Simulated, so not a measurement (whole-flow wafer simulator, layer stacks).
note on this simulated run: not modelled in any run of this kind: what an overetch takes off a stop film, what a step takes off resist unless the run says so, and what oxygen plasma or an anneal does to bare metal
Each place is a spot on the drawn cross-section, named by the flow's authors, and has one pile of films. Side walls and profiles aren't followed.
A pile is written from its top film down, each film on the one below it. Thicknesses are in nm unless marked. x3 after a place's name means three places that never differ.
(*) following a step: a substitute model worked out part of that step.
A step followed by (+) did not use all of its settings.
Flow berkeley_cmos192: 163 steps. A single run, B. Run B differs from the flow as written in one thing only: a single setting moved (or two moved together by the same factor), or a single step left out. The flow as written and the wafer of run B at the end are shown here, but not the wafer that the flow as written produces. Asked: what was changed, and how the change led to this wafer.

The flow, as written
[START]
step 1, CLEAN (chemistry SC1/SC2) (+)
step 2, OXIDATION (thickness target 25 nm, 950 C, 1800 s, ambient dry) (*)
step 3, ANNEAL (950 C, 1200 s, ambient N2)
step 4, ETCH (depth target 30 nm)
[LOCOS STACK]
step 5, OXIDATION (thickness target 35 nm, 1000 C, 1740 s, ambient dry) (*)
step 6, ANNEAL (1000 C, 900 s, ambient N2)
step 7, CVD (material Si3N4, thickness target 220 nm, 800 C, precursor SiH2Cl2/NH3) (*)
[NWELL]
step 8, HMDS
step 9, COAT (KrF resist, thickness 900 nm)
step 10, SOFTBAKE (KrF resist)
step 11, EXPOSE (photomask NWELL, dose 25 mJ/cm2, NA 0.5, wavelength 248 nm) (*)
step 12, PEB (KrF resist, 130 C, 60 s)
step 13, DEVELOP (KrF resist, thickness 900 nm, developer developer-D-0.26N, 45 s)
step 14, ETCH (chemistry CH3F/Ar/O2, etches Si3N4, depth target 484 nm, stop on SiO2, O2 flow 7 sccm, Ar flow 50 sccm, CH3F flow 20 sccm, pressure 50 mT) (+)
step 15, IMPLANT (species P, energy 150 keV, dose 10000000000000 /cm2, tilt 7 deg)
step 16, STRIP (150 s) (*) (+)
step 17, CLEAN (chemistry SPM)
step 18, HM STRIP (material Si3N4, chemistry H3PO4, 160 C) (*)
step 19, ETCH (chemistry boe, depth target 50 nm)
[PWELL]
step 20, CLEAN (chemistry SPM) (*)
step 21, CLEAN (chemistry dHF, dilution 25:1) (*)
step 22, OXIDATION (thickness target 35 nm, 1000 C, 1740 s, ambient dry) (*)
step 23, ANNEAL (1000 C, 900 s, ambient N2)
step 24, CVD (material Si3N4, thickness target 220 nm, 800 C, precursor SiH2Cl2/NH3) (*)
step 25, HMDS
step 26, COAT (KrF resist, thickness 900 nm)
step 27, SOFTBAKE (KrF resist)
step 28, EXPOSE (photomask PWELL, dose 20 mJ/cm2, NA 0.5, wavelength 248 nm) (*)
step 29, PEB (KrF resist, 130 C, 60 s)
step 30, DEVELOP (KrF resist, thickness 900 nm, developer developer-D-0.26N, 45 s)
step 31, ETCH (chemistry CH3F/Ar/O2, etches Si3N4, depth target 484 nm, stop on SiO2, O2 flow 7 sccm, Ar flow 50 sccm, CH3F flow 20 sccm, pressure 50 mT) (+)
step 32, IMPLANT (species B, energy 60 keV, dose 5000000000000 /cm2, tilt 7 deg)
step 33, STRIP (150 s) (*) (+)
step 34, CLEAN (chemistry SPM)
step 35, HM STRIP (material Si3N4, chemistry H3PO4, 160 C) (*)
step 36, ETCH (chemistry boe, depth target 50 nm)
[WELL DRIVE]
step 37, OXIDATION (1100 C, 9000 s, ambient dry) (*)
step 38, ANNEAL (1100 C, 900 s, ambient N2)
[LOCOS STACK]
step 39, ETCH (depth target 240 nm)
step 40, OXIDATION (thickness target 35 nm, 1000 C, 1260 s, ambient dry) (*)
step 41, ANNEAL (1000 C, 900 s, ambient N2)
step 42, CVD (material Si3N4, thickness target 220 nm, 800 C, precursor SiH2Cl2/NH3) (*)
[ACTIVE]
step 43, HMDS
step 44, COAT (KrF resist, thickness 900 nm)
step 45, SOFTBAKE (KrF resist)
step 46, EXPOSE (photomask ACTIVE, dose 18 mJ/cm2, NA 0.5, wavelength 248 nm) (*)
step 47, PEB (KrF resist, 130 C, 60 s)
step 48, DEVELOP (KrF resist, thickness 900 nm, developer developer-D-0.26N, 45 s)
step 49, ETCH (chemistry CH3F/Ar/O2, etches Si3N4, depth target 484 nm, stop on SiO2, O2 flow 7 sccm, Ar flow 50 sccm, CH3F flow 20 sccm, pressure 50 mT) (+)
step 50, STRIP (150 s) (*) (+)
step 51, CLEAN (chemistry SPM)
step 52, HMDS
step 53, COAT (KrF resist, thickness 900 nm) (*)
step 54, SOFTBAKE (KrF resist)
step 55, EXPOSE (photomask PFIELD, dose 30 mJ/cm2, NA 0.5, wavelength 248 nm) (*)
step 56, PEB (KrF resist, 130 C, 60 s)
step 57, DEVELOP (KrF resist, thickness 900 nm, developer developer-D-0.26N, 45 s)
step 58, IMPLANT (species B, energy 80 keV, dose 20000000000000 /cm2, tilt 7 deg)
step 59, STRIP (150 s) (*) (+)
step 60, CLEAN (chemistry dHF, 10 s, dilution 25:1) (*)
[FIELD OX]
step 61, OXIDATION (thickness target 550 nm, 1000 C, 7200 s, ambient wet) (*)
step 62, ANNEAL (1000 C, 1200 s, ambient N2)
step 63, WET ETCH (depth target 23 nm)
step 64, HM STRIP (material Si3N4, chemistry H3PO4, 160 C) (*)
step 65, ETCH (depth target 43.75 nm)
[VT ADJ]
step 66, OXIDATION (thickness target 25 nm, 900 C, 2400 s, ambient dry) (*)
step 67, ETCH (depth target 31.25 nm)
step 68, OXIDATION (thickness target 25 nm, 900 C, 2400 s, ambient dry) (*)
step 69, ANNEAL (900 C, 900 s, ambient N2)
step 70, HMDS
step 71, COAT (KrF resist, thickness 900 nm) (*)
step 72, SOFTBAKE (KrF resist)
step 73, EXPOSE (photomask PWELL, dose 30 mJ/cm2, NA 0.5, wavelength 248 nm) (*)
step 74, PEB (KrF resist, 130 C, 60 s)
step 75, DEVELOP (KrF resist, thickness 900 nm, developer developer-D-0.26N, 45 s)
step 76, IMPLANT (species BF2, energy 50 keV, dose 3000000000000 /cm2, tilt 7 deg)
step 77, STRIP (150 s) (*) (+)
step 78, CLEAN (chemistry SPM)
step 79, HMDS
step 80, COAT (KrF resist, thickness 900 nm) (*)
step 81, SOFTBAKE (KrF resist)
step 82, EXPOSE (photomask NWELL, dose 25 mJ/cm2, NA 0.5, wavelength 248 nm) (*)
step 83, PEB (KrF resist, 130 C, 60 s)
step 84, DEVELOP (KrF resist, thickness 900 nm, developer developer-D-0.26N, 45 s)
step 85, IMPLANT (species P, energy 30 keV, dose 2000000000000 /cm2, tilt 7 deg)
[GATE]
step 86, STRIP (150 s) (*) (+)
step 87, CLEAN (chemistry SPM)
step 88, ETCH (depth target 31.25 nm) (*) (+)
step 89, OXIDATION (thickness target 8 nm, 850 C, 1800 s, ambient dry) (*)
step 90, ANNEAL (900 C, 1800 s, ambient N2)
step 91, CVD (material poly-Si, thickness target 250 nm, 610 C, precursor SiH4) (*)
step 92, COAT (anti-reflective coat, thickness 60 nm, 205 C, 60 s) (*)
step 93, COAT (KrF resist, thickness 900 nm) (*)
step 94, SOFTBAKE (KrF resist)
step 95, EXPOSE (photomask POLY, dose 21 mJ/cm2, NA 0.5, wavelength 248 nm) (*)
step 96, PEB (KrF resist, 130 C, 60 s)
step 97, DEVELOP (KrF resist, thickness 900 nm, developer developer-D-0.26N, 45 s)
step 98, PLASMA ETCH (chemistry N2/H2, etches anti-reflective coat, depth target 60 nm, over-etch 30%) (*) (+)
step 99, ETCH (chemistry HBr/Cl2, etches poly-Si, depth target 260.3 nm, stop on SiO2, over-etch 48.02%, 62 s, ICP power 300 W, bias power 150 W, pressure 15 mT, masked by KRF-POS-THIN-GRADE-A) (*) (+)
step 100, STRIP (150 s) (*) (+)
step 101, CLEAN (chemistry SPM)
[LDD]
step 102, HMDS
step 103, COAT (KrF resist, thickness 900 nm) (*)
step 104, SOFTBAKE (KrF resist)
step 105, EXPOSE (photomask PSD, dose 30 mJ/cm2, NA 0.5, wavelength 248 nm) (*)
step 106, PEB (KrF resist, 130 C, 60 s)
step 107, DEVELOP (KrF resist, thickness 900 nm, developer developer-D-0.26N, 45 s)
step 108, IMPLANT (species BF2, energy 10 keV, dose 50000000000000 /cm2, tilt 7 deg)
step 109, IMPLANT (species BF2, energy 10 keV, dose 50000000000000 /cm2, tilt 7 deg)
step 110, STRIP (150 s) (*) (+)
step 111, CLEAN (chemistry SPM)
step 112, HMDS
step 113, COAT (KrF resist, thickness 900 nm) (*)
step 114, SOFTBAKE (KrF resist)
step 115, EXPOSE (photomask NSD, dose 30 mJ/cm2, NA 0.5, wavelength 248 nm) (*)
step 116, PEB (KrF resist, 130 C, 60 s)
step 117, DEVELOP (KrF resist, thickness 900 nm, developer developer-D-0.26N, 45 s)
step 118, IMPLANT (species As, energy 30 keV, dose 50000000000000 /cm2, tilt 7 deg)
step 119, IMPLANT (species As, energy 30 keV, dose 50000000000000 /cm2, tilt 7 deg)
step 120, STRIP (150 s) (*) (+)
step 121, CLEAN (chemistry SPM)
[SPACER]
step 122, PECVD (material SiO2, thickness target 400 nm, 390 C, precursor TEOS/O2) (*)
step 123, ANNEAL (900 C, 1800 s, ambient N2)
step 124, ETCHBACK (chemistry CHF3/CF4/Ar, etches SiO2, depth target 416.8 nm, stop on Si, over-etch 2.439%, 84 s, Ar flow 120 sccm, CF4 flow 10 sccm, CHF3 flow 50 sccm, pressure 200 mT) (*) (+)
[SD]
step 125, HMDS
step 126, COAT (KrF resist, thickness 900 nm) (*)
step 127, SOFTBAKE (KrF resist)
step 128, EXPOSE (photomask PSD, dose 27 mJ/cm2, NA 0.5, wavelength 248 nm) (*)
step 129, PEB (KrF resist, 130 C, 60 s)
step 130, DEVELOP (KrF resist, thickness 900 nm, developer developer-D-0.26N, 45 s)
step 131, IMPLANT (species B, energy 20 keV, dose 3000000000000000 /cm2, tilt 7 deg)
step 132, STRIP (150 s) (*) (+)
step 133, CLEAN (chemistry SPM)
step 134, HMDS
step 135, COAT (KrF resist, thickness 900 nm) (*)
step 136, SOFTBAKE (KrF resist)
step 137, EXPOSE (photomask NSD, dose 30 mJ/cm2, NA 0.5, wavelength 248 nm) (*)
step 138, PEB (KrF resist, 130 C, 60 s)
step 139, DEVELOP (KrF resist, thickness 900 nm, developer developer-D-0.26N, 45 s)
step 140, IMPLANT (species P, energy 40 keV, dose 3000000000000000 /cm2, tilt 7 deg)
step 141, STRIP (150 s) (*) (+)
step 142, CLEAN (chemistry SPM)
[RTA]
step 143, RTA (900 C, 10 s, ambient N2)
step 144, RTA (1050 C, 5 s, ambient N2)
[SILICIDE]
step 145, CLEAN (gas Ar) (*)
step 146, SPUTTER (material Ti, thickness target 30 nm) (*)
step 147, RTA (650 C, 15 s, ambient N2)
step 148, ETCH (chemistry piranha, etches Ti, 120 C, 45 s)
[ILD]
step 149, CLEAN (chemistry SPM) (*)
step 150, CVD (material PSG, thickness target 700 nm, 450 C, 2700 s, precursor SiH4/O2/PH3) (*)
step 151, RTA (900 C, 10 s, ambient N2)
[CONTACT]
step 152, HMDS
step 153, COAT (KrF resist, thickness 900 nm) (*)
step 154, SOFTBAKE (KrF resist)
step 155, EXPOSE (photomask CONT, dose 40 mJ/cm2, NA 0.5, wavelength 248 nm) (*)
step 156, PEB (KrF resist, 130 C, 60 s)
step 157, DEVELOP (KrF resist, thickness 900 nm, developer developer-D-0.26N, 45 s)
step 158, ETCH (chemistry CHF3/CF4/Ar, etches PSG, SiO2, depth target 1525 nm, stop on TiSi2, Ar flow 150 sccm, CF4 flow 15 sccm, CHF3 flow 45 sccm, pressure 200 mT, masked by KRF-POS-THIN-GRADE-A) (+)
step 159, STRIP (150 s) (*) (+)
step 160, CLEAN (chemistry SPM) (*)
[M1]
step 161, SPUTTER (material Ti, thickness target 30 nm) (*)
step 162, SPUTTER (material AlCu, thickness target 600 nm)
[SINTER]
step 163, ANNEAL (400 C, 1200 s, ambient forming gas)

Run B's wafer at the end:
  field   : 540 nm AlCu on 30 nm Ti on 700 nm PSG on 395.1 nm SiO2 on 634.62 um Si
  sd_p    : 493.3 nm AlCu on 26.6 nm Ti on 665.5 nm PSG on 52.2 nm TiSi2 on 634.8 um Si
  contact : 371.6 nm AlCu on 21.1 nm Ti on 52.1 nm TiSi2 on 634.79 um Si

The reason: step 162, SPUTTER: thickness target 540 nm was run, though the flow has thickness target 600 nm.
The wafer lets one read it off: field has AlCu 540, and step 162 as written asks for 600 nm.

The path from the change to this, step by step:
  step 162, SPUTTER (material AlCu, thickness target 600 nm)
      field, sd_n, spacer_n, gate, spacer_p, gate_p, m1: +540 AlCu (new film) (it would be, as written: +600 AlCu (new film))
      sd_p: +493.3 AlCu (new film) (it would be, as written: +551.2 AlCu (new film))
      (also at 1 further place)
